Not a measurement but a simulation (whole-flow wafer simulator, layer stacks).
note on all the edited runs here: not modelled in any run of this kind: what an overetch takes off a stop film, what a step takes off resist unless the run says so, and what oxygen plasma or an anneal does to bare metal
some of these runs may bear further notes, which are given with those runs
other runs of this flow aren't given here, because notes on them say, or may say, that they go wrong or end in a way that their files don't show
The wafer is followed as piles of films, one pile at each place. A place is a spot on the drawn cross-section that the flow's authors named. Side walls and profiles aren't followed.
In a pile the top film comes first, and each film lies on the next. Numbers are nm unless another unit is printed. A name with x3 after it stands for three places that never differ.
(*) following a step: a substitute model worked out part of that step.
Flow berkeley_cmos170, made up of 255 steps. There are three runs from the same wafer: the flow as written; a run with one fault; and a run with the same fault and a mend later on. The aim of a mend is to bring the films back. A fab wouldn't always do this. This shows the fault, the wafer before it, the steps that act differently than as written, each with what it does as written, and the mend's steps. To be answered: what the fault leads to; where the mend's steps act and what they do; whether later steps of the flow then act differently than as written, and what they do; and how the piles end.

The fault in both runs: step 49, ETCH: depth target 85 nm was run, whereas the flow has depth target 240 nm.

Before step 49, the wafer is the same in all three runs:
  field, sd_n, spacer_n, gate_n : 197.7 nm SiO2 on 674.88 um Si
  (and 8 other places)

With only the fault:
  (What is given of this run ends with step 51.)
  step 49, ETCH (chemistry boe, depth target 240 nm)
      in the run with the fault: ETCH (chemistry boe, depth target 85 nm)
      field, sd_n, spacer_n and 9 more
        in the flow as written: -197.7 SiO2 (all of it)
        in the run with the fault: -85 SiO2
  Steps later in the flow that act otherwise than as written:
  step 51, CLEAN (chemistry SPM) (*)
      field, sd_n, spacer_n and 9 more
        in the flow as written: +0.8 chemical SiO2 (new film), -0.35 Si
        in the run with the fault: nothing
  Once step 51 is done, the piles at field, sd_n, spacer_n and 9 more depart from the flow's by more than 2% or 0.5 nm, whichever is larger.
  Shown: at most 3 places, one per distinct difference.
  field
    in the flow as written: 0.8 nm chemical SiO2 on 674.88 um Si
    in the run with the fault: 112.7 nm SiO2 on 674.88 um Si

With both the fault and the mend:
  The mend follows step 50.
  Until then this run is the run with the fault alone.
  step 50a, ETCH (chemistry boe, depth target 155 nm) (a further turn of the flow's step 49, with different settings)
      field, sd_n, spacer_n and 9 more
        -112.7 SiO2 (all of it)
  Later steps of the flow that are run all act as written at every place that is followed.
  At every place that both follow, the piles at the end match the flow's.
